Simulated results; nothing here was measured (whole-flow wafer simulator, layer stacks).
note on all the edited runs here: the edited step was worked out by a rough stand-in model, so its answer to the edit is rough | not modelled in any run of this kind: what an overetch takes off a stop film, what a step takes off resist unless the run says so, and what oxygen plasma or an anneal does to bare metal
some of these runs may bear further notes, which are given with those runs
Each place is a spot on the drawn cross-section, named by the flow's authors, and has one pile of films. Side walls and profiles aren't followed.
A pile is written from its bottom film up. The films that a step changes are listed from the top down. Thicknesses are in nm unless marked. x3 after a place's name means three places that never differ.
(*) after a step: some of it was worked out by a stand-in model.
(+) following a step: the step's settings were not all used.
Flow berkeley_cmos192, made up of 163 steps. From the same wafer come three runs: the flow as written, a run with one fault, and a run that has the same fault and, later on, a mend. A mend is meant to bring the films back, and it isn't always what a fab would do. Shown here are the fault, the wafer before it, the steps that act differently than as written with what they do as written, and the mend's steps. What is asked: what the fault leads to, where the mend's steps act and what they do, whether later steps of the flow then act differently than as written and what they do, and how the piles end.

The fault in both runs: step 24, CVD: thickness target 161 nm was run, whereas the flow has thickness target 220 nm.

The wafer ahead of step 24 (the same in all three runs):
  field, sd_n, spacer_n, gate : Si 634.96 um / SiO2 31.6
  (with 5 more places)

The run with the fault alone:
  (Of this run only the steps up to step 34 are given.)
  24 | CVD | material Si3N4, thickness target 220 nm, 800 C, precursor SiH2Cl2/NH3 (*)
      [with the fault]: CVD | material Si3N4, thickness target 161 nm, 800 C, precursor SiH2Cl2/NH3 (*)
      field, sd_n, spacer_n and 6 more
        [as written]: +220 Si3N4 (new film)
        [with the fault]: +161 Si3N4 (new film)
  Steps further on in the flow that do not act as written:
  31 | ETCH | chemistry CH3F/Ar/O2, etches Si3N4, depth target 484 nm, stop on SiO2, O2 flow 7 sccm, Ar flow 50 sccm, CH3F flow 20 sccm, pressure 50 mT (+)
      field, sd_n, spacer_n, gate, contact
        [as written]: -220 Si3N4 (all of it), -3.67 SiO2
        [with the fault]: -161 Si3N4 (all of it), -3.67 SiO2
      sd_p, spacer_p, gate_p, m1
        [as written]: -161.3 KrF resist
        [with the fault]: -122 KrF resist
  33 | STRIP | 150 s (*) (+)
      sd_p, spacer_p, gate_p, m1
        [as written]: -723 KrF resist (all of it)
        [with the fault]: -762.4 KrF resist (all of it)
  Once step 34 is done, the piles at sd_p, spacer_p, gate_p, m1 depart from the flow's by more than 2% or 0.5 nm, whichever is larger.
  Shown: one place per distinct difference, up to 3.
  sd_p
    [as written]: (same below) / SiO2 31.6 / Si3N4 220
    [with the fault]: (same below) / SiO2 31.6 / Si3N4 161

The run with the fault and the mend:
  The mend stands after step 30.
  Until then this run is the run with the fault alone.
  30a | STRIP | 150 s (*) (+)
      sd_p, spacer_p, gate_p, m1
        -884.4 KrF resist (all of it)
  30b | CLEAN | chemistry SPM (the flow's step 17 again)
      leaves every film unchanged at each place that is followed
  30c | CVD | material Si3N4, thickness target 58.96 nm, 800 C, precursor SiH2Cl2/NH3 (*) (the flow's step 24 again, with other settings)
      field, sd_n, spacer_n and 6 more
        +59 Si3N4
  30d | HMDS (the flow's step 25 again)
      leaves every film unchanged at each place that is followed
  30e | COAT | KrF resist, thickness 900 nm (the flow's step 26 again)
      field, sd_n, spacer_n and 6 more
        +900 KrF resist (new film)
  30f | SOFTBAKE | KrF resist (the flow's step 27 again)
      leaves every film unchanged at each place that is followed
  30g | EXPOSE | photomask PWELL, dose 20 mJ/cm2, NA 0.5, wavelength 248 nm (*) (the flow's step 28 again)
      leaves every film unchanged at each place that is followed
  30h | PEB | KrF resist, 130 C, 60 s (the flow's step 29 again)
      field, sd_n, spacer_n and 6 more
        -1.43 KrF resist
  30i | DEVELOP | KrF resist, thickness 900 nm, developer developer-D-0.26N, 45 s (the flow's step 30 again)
      field, sd_n, spacer_n, gate, contact
        -898.6 KrF resist (all of it)
      sd_p, spacer_p, gate_p, m1
        -14.2 KrF resist
  Later steps of the flow that are run all act as written at every place that is followed, up to a difference of at most 2% or 0.5 nm, whichever is larger.
  By the end, the piles equal the flow's at every place that both follow.
